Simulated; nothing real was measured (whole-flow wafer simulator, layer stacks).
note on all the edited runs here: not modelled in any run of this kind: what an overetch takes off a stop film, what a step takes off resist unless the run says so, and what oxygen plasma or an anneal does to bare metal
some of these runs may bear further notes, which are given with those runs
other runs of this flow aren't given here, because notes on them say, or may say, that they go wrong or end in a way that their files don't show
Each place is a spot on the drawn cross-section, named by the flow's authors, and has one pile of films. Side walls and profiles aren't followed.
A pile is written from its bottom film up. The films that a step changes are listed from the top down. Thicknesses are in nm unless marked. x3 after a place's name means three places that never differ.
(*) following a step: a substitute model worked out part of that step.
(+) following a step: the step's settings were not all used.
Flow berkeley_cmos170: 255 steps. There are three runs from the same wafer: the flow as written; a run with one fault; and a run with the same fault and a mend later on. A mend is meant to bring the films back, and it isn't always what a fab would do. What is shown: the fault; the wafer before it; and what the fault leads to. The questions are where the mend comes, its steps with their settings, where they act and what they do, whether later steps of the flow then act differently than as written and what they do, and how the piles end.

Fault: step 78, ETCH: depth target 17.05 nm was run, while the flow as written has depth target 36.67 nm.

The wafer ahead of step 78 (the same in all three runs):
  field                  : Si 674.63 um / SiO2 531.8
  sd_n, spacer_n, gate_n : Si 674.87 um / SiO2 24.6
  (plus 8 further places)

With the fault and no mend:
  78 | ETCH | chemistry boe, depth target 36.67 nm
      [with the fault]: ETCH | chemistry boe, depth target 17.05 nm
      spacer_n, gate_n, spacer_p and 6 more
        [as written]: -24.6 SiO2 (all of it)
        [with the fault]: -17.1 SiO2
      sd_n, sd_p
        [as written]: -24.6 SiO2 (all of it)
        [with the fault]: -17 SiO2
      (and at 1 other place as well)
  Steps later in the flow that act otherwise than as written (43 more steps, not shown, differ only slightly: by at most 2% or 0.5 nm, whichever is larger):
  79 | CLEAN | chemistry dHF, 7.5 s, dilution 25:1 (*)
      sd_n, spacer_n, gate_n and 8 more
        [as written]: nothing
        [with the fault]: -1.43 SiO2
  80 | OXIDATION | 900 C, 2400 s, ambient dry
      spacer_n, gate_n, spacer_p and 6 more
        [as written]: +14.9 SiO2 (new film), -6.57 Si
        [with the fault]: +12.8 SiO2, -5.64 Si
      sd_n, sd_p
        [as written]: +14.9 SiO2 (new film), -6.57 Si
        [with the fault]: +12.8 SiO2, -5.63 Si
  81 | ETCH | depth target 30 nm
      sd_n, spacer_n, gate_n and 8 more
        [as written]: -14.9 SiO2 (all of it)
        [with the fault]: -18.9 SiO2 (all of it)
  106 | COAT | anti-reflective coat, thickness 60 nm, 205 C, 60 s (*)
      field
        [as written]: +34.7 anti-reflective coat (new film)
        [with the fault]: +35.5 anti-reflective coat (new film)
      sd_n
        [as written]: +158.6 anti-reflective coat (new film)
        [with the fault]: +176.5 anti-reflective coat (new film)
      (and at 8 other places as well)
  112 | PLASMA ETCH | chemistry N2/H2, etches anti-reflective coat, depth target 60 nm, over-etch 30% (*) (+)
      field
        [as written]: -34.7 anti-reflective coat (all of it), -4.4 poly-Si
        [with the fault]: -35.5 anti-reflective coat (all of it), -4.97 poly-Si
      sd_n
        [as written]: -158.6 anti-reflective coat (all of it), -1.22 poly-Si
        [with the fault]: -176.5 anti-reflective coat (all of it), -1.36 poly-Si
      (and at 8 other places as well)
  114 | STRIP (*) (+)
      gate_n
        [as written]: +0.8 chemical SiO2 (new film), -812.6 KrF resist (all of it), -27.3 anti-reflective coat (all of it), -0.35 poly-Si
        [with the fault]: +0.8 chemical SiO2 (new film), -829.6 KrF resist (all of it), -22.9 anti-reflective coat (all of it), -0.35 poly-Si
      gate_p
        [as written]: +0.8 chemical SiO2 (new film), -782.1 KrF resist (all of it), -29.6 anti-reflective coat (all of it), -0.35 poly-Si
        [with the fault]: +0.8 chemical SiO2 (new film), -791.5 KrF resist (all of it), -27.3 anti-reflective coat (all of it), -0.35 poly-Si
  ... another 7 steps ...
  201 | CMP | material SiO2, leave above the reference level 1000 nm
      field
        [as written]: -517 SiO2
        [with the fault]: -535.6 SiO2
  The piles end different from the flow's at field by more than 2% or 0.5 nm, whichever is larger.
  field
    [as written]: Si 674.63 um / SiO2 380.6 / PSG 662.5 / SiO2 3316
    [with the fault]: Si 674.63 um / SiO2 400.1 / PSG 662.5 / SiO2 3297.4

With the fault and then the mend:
  The mend stands after step 78.
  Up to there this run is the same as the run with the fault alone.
  78a | ETCH | chemistry boe, depth target 19.62 nm (the flow's step 78 again, with other settings)
      spacer_n, gate_n, spacer_p and 6 more
        -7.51 SiO2 (all of it)
      sd_n, sd_p
        -7.57 SiO2 (all of it)
      field
        -19.6 SiO2
  None of the later steps of the flow differs from how it acts as written, at any place that is followed, by more than 2% or 0.5 nm, whichever is larger.
  The piles end the same as the flow's at every place that both follow.
